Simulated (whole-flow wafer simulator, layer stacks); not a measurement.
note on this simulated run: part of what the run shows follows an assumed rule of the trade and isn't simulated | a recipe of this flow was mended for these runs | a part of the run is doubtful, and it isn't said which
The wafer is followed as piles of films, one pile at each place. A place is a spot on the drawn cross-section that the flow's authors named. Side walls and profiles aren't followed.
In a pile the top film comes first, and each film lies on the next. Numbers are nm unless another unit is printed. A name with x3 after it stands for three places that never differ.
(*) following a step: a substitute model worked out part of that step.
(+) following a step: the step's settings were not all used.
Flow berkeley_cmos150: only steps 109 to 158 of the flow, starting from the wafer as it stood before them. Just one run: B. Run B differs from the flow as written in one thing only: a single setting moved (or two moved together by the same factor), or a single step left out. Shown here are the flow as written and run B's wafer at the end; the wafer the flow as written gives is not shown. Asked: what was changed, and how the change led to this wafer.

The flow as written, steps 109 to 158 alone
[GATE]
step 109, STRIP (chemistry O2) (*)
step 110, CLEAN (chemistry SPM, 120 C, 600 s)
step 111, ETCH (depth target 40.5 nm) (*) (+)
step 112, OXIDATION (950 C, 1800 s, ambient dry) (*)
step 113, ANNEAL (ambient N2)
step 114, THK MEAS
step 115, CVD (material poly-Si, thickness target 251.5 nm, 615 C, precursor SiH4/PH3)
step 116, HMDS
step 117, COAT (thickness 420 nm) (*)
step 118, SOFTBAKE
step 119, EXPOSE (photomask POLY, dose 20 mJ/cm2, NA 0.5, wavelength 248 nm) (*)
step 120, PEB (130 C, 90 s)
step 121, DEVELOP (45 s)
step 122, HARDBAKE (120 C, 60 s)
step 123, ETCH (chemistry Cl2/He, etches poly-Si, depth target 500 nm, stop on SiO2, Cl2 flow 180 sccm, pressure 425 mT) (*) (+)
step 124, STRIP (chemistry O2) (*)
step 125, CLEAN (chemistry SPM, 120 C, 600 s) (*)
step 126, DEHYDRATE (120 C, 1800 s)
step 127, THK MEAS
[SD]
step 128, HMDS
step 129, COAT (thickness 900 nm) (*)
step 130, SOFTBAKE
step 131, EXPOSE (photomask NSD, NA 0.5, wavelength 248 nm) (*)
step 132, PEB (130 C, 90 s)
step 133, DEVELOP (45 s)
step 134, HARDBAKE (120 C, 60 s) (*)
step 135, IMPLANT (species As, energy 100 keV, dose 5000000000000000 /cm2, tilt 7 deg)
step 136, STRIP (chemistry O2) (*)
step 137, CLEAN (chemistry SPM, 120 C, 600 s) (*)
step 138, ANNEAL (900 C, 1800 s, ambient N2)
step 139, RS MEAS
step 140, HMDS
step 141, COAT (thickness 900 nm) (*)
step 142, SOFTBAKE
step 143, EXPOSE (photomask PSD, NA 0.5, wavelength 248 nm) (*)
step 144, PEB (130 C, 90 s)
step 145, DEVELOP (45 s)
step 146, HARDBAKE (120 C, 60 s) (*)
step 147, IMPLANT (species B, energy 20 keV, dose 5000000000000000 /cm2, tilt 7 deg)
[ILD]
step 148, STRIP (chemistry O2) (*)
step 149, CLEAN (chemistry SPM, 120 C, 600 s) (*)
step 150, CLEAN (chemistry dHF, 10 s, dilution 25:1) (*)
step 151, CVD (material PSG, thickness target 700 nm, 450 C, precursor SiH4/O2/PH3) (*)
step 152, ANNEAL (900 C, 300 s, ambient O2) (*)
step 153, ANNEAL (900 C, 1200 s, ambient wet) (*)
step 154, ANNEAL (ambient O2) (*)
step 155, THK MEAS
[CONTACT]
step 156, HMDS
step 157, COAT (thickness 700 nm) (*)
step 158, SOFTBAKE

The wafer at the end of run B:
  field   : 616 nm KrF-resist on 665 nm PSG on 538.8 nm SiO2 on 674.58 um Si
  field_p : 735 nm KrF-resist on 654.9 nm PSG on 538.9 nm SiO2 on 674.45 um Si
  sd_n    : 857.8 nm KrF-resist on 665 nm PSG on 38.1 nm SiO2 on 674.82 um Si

Cause: step 115, CVD: thickness target 342 nm was run, while the flow as written has thickness target 251.5 nm; step 123, ETCH: depth target 680 nm was run, where the flow has depth target 500 nm.

How this came from the change, step by step:
  step 115, CVD (material poly-Si, thickness target 251.5 nm, 615 C, precursor SiH4/PH3)
      field, field_p, sd_n, gate_n, sd_p, gate_p, contact, m1: +342 poly-Si (new film) (as written it would have been: +251.5 poly-Si (new film))
  step 123, ETCH (chemistry Cl2/He, etches poly-Si, depth target 500 nm, stop on SiO2, Cl2 flow 180 sccm, pressure 425 mT) (*) (+)
      field, field_p, sd_n, sd_p, contact, m1: -342 poly-Si (all of it), -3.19 SiO2 (as written it would have been: -251.5 poly-Si (all of it), -3.19 SiO2)
      gate_n, gate_p: -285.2 KrF-resist (as written it would have been: -220.6 KrF-resist)
  step 124, STRIP (chemistry O2) (*)
      gate_n: +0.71 chemical SiO2 (new film), -111.5 KrF-resist (all of it), -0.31 poly-Si (as written it would have been: +0.69 chemical SiO2 (new film), -176.1 KrF-resist (all of it), -0.3 poly-Si)
      gate_p: +0.71 chemical SiO2 (new film), -148.4 KrF-resist (all of it), -0.31 poly-Si (as written it would have been: +0.69 chemical SiO2 (new film), -213.2 KrF-resist (all of it), -0.3 poly-Si)
  step 129, COAT (thickness 900 nm) (*)
      gate_n: +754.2 thick-KrF-resist (new film) (as written it would have been: +819.9 thick-KrF-resist (new film))
      gate_p: +821.9 thick-KrF-resist (new film) (as written it would have been: +888.9 thick-KrF-resist (new film))
  step 133, DEVELOP (45 s)
      gate_n: -752.5 thick-KrF-resist (all of it) (as written it would have been: -818.1 thick-KrF-resist (all of it))
  step 136, STRIP (chemistry O2) (*)
      gate_p: -806.7 thick-KrF-resist (all of it), +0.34 chemical SiO2, -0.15 poly-Si (as written it would have been: -873.6 thick-KrF-resist (all of it), +0.34 chemical SiO2, -0.15 poly-Si)
  step 141, COAT (thickness 900 nm) (*)
      gate_n: +752.9 thick-KrF-resist (new film) (as written it would have been: +819.7 thick-KrF-resist (new film))
      gate_p: +821.2 thick-KrF-resist (new film) (as written it would have been: +888.8 thick-KrF-resist (new film))
  step 145, DEVELOP (45 s)
      gate_p: -819.3 thick-KrF-resist (all of it) (as written it would have been: -886.7 thick-KrF-resist (all of it))
  step 148, STRIP (chemistry O2) (*)
      gate_n: -737.9 thick-KrF-resist (all of it), +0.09 chemical SiO2, -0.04 poly-Si (as written it would have been: -804.5 thick-KrF-resist (all of it), +0.09 chemical SiO2, -0.04 poly-Si)
  step 157, COAT (thickness 700 nm) (*)
      field_p: +735 KrF-resist (new film) (as written it would have been: +716.6 KrF-resist (new film))
      gate_n: +611.4 KrF-resist (new film) (as written it would have been: +650.5 KrF-resist (new film))
      (also at 2 further places)
